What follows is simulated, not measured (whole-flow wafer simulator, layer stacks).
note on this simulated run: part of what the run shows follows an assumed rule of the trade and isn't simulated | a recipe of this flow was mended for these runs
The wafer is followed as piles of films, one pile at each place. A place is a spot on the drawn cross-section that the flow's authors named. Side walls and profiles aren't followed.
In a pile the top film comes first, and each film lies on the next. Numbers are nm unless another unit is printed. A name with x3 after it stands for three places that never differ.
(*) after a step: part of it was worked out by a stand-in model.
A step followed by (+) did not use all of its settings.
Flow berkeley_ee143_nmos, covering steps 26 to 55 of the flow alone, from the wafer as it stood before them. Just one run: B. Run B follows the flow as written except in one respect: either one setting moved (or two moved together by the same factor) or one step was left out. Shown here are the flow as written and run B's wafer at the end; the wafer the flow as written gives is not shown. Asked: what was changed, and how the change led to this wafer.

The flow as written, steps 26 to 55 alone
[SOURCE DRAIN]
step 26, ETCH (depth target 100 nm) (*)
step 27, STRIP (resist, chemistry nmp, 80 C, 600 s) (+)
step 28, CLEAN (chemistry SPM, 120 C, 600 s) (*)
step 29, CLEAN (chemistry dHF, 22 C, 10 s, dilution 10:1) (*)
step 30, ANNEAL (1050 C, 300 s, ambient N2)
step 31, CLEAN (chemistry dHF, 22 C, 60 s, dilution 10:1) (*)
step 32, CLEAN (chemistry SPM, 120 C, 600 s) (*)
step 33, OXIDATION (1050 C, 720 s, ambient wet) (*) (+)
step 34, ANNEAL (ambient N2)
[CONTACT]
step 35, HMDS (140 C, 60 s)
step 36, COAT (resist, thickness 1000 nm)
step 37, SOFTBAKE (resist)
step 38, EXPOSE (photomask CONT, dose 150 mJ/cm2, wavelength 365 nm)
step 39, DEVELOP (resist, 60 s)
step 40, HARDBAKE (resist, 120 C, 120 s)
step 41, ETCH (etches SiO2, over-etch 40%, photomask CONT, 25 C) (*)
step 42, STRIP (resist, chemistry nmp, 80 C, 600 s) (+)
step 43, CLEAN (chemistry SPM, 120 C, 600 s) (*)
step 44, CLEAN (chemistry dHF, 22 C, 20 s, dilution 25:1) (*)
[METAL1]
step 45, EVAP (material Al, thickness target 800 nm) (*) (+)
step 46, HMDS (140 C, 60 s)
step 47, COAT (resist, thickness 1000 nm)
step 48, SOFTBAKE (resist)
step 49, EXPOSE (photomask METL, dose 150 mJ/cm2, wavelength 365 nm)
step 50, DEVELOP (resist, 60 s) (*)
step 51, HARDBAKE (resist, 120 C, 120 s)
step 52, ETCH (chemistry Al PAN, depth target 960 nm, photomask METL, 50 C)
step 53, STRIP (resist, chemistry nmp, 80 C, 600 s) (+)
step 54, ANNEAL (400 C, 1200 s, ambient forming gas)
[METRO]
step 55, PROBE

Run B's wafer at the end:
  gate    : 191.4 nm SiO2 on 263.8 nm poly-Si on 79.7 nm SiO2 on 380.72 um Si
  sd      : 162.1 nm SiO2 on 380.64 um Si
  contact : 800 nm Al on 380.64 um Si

Cause: step 33, OXIDATION: 1034 C was run, whereas the flow has 1050 C.

How this came from the change, step by step:
  step 33, OXIDATION (1050 C, 720 s, ambient wet) (*) (+)
      sd, contact: +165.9 SiO2 (new film), -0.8 chemical SiO2 (all of it), -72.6 Si (as written it would have been: +189.4 SiO2 (new film), -0.8 chemical SiO2 (all of it), -83 Si)
      gate: +195.2 SiO2 (new film), -0.8 chemical SiO2 (all of it), -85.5 poly-Si (as written it would have been: +217.6 SiO2 (new film), -0.8 chemical SiO2 (all of it), -95.4 poly-Si)
      (as well as at 1 more place)
  step 41, ETCH (etches SiO2, over-etch 40%, photomask CONT, 25 C) (*)
      contact: -165.9 SiO2 (all of it) (as written it would have been: -189.4 SiO2 (all of it))
